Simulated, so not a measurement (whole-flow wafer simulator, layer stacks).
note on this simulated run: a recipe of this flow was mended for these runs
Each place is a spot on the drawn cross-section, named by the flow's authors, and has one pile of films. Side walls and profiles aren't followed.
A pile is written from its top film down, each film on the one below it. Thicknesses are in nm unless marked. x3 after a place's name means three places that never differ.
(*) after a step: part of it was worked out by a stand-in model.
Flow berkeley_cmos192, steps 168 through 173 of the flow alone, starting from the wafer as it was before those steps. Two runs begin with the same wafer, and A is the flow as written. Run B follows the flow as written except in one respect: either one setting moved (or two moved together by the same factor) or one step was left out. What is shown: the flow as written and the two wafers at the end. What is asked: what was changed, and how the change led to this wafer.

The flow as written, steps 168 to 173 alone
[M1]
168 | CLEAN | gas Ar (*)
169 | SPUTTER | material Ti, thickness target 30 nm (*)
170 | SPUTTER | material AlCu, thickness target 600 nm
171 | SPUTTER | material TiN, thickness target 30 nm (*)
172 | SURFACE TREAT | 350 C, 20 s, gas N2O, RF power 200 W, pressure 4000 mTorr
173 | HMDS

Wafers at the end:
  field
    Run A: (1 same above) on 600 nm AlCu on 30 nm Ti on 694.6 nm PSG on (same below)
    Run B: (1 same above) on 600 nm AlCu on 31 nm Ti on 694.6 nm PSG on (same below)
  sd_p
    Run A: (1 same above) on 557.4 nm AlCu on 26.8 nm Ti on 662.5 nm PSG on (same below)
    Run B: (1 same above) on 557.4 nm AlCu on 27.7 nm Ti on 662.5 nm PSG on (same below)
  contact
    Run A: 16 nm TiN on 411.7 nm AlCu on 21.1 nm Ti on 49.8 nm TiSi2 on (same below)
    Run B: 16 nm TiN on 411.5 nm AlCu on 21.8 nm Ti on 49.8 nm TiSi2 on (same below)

The reason: step 169, SPUTTER: thickness target 31 nm was run, though the flow has thickness target 30 nm.
The wafer lets one read it off: field has Ti 31, and step 169 as written asks for 30 nm.

The path from the change to this, step by step:
  169 | SPUTTER | material Ti, thickness target 30 nm (*)
      field, sd_n, spacer_n, gate, spacer_p, gate_p, m1: A +30 Ti (new film) | B +31 Ti (new film)
      sd_p: A +26.8 Ti (new film) | B +27.7 Ti (new film)
      (as well as at 1 more place)
